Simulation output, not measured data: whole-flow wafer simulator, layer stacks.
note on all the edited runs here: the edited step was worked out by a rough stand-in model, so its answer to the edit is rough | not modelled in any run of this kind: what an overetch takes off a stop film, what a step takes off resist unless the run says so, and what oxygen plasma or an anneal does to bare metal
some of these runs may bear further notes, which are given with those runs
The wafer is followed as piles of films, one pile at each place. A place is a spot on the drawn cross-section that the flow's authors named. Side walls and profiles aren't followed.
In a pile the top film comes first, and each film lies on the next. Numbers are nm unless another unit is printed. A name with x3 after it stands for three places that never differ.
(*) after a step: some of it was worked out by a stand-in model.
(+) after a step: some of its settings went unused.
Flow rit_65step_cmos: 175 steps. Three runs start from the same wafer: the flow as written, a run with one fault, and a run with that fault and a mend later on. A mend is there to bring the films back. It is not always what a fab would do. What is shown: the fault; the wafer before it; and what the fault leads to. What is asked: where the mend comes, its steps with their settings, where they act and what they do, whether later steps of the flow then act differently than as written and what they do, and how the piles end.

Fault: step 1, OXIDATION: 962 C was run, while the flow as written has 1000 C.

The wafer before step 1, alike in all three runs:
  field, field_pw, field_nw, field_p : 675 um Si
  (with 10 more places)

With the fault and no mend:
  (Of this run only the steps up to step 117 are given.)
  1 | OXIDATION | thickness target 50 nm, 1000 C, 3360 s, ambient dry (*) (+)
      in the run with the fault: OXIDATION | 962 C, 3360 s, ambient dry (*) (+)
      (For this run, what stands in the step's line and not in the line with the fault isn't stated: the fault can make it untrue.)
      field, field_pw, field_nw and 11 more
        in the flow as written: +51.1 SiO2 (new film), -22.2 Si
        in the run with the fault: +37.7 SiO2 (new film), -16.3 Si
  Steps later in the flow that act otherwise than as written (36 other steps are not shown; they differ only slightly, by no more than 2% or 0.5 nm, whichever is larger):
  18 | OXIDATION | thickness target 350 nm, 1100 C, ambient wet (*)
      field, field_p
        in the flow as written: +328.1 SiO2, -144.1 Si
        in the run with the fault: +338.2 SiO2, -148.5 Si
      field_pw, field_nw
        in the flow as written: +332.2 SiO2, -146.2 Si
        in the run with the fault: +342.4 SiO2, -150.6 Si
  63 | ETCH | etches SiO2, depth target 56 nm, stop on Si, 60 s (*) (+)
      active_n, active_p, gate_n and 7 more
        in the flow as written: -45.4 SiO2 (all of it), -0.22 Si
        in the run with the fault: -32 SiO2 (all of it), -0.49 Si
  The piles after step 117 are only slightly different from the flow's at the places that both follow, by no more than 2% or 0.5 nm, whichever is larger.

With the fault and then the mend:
  The mend follows step 2.
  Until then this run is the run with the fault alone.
  2a | OXIDATION | 1000 C, 871 s, ambient dry (*) (the flow's step 1 again, with other settings)
      field, field_pw, field_nw and 11 more
        +13.5 SiO2, -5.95 Si
  None of the later steps of the flow differs from how it acts as written, at any place that is followed, by more than 2% or 0.5 nm, whichever is larger.
  The piles end the same as the flow's at every place that both follow.
